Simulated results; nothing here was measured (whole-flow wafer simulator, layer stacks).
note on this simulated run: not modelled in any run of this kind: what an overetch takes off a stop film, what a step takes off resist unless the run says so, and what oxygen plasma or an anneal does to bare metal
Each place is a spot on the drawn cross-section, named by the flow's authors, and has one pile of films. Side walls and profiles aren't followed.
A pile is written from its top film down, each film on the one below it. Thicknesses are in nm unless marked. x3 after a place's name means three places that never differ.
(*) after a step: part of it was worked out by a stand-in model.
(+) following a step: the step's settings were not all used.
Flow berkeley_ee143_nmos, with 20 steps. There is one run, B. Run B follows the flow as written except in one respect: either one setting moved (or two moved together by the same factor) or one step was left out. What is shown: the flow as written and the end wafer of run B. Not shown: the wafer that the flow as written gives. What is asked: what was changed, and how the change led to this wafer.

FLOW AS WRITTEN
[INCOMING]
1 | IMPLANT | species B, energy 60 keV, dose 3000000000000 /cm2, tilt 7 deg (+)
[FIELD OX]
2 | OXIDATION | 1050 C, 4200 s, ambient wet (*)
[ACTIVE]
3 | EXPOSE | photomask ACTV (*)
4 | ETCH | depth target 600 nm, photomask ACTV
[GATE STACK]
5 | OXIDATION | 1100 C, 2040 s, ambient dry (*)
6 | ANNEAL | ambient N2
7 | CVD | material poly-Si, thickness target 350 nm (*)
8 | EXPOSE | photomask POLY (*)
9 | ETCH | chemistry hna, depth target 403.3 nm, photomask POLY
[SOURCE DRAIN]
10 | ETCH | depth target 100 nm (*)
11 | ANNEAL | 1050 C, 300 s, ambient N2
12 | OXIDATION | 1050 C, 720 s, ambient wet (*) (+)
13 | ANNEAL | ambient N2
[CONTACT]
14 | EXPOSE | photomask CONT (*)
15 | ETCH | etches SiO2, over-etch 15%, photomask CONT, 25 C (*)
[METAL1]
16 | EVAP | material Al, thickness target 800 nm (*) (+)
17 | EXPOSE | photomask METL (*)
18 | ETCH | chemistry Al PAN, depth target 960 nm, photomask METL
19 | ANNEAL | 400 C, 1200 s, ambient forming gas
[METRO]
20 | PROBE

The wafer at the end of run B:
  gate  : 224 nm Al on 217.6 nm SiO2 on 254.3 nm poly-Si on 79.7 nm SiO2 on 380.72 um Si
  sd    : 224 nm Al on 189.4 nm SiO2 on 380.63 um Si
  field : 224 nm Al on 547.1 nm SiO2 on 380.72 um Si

What caused this: step 18, ETCH: depth target 576 nm was run, whereas the flow has depth target 960 nm.

How this came from the change, step by step:
  18 | ETCH | chemistry Al PAN, depth target 960 nm, photomask METL
      gate, sd, field: -576 Al (it would be, as written: -800 Al (all of it))
If metal films that touch count as one body, gate has 1 body; the flow as written gives 0 bodies.
If metal films that touch count as one body, sd has 1 body; the flow as written gives 0 bodies.
If metal films that touch count as one body, field has 1 body; the flow as written gives 0 bodies.
